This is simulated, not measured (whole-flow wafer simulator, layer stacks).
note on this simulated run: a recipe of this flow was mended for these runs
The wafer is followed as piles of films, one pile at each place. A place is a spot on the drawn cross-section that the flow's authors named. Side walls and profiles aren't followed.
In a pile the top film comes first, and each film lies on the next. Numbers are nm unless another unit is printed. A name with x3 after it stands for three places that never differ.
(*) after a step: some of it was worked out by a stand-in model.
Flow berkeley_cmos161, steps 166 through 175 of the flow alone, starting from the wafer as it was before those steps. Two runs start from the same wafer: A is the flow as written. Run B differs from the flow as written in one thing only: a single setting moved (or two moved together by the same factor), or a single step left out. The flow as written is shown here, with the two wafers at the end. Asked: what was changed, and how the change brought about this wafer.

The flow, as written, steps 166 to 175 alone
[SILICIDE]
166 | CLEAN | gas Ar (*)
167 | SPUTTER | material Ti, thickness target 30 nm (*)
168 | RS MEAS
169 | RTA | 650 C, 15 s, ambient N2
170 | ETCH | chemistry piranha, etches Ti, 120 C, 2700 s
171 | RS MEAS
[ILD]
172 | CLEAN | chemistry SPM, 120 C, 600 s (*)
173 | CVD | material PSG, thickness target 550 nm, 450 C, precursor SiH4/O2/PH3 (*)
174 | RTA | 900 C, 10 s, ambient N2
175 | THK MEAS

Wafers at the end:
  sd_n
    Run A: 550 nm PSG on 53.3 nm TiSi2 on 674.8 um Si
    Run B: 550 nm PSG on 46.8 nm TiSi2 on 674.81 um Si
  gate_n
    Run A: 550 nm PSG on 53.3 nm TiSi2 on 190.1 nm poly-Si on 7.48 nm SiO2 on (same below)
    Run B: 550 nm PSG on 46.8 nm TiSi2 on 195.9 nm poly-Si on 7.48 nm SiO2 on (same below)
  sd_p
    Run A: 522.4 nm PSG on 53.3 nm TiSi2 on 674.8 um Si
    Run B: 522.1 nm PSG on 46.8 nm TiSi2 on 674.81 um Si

Cause: step 167, SPUTTER: thickness target 26 nm was run, whereas the flow has thickness target 30 nm.

Step by step, how the change led to this:
  167 | SPUTTER | material Ti, thickness target 30 nm (*)
      field, sd_n, spacer_n, gate_n, sd_p, spacer_p, gate_p, contact x2: A +30 Ti (new film) | B +26 Ti (new film)
  169 | RTA | 650 C, 15 s, ambient N2
      sd_n, sd_p, contact x2: A -23.4 Ti, +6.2 TiSi first (new film), +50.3 TiSi2 C49 (new film), -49 Si | B -20.3 Ti, +51.6 TiSi2 C49 (new film), -46 Si
      gate_n, gate_p: A -23.4 Ti, +6.2 TiSi first (new film), +50.3 TiSi2 C49 (new film), -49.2 poly-Si | B -20.3 Ti, +51.6 TiSi2 C49 (new film), -46.2 poly-Si
  170 | ETCH | chemistry piranha, etches Ti, 120 C, 2700 s
      sd_n, gate_n, sd_p, gate_p, contact x2: A -6.6 Ti (all of it), -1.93 TiSi first | B -5.72 Ti (all of it), -1.93 TiSi2 C49
      field, spacer_n, spacer_p: A -30 Ti (all of it) | B -26 Ti (all of it)
  174 | RTA | 900 C, 10 s, ambient N2
      sd_n, sd_p, contact x2: A under 1 film: +53.3 TiSi2 (new film), -4.27 TiSi first (all of it), -50.3 TiSi2 C49 (all of it), -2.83 Si | B under 1 film: +46.8 TiSi2 (new film), -49.6 TiSi2 C49 (all of it)
      gate_n, gate_p: A under 1 film: +53.3 TiSi2 (new film), -4.27 TiSi first (all of it), -50.3 TiSi2 C49 (all of it), -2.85 poly-Si | B under 1 film: +46.8 TiSi2 (new film), -49.6 TiSi2 C49 (all of it)
